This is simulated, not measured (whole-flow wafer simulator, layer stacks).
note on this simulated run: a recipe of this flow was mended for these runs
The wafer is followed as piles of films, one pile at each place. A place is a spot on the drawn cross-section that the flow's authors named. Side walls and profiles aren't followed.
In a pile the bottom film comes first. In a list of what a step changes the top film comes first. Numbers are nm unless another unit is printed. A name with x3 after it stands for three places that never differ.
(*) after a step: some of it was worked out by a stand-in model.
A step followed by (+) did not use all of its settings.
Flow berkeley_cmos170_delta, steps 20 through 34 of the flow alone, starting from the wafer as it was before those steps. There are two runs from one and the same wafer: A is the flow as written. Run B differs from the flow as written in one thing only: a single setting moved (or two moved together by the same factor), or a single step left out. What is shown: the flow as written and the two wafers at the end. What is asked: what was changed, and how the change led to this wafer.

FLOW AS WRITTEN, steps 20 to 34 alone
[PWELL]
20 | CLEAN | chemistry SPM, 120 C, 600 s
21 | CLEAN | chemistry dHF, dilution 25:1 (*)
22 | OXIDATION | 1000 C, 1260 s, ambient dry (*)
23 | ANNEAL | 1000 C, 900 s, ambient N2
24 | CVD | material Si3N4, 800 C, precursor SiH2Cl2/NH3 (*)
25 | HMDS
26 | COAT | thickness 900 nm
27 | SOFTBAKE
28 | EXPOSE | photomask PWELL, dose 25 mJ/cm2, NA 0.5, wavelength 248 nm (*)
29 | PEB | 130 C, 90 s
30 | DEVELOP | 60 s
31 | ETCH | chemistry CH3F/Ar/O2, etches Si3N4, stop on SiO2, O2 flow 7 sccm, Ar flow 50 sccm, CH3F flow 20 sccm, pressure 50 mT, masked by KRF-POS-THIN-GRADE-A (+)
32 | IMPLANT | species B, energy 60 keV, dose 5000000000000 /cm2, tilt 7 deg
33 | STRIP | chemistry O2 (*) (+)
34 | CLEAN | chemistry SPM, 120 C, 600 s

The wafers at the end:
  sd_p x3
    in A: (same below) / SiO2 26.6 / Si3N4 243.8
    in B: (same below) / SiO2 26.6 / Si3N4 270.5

The reason: step 24, CVD: 808 C was run, whereas the flow has 800 C.

How this came from the change, step by step:
  24 | CVD | material Si3N4, 800 C, precursor SiH2Cl2/NH3 (*)
      field x6, sd_p x3: A Si3N4 gains 243.8 (new film) | B Si3N4 gains 270.5 (new film)
  31 | ETCH | chemistry CH3F/Ar/O2, etches Si3N4, stop on SiO2, O2 flow 7 sccm, Ar flow 50 sccm, CH3F flow 20 sccm, pressure 50 mT, masked by KRF-POS-THIN-GRADE-A (+)
      field x6: A Si3N4 loses 243.8 (all of it), SiO2 loses 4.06 | B Si3N4 loses 270.5 (all of it), SiO2 loses 4.06
      sd_p x3: A KrF-resist loses 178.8 | B KrF-resist loses 196.6
  33 | STRIP | chemistry O2 (*) (+)
      sd_p x3: A KrF-resist loses 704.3 (all of it) | B KrF-resist loses 686.5 (all of it)
